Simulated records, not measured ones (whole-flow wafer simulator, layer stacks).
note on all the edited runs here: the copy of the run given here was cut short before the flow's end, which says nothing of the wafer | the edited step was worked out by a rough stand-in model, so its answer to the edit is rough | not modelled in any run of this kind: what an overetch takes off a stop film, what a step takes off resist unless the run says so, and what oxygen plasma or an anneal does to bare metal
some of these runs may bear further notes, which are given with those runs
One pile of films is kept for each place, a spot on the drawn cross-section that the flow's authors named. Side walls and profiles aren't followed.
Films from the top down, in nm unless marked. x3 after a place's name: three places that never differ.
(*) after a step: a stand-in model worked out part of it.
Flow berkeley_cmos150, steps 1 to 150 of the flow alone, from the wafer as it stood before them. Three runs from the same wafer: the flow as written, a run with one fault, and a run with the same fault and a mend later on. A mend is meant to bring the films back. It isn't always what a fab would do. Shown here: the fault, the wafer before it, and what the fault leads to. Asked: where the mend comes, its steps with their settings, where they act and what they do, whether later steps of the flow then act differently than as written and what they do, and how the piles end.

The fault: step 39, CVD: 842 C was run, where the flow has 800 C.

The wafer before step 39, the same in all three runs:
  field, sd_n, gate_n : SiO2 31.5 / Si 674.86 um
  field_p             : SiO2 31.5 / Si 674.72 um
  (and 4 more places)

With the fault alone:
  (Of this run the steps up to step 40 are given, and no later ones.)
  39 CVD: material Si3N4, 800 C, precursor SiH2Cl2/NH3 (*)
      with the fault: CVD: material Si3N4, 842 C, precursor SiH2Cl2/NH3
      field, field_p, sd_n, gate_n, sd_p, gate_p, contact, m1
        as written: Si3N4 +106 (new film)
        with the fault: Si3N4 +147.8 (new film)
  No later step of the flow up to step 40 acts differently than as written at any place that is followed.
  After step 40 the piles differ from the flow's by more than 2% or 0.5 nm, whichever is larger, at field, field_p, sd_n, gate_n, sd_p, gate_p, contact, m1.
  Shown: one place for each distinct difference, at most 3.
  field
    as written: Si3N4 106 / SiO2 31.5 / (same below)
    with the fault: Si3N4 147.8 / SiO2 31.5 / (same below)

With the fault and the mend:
  The mend comes after step 39.
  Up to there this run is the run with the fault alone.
  39a HM STRIP: material Si3N4, chemistry H3PO4, 130 C, 1404 s (*) (the flow's step 24 once more, with other settings)
      field, field_p, sd_n, gate_n, sd_p, gate_p, contact, m1
        Si3N4 -41.7
  No later step of the flow acts differently than as written, at any place that is followed, by more than 2% or 0.5 nm, whichever is larger.
  At the end the piles are the same as the flow's at every place that both follow.
